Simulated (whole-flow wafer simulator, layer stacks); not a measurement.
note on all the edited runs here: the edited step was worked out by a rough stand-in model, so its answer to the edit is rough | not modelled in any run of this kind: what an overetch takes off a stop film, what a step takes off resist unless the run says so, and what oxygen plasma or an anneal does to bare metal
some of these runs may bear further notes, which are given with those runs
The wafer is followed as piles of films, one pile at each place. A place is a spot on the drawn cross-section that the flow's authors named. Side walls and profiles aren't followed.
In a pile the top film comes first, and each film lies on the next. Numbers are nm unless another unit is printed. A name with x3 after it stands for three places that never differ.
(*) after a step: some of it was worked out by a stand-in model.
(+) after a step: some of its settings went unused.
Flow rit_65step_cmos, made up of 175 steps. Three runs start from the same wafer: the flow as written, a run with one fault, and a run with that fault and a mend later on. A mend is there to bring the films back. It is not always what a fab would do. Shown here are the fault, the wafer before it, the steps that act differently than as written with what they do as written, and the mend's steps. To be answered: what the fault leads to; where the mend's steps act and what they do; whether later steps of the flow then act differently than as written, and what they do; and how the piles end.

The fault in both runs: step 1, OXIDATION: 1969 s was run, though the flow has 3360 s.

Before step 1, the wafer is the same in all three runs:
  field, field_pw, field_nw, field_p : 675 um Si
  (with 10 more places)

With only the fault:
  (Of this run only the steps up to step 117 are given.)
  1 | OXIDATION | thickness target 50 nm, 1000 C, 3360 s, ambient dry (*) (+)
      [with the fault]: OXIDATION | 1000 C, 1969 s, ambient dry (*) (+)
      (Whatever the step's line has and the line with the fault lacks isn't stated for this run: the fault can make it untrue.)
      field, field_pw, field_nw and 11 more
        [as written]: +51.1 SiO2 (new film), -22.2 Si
        [with the fault]: +38.5 SiO2 (new film), -16.7 Si
  Steps later in the flow that act otherwise than as written (not shown: 36 more steps that differ only slightly, by at most 2% or 0.5 nm, whichever is larger):
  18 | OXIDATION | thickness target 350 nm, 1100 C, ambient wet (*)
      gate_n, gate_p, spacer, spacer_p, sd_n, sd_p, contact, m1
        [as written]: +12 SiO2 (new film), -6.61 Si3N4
        [with the fault]: +12 SiO2 (new film), -6.61 Si3N4, +0.02 SiO2
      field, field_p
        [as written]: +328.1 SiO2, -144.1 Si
        [with the fault]: +337.6 SiO2, -148.2 Si
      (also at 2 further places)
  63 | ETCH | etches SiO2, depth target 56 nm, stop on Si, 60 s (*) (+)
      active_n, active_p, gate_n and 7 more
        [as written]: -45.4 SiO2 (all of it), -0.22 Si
        [with the fault]: -32.9 SiO2 (all of it), -0.47 Si
  After step 117 the piles are close to the flow's at the places that both follow, differing by at most 2% or 0.5 nm, whichever is larger.

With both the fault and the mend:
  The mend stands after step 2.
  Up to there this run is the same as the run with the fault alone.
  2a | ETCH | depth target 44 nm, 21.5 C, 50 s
      field, field_pw, field_nw and 11 more
        -38.5 SiO2 (all of it)
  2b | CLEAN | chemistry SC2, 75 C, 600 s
      field, field_pw, field_nw and 11 more
        +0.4 chemical SiO2 (new film), -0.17 Si
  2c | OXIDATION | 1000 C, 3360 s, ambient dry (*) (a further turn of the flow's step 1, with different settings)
      field, field_pw, field_nw and 11 more
        +51 SiO2 (new film), -0.4 chemical SiO2 (all of it), -22.3 Si
  Steps later in the flow that act otherwise than as written (not shown: 18 more steps that differ only slightly, by at most 2% or 0.5 nm, whichever is larger):
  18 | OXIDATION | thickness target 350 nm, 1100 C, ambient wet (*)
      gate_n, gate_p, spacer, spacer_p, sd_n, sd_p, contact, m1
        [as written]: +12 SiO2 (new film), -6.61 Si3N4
        [with the mend]: +12 SiO2 (new film), -6.61 Si3N4, +0.03 SiO2
  At the end the piles are close to the flow's at the places that both follow, differing by at most 2% or 0.5 nm, whichever is larger.
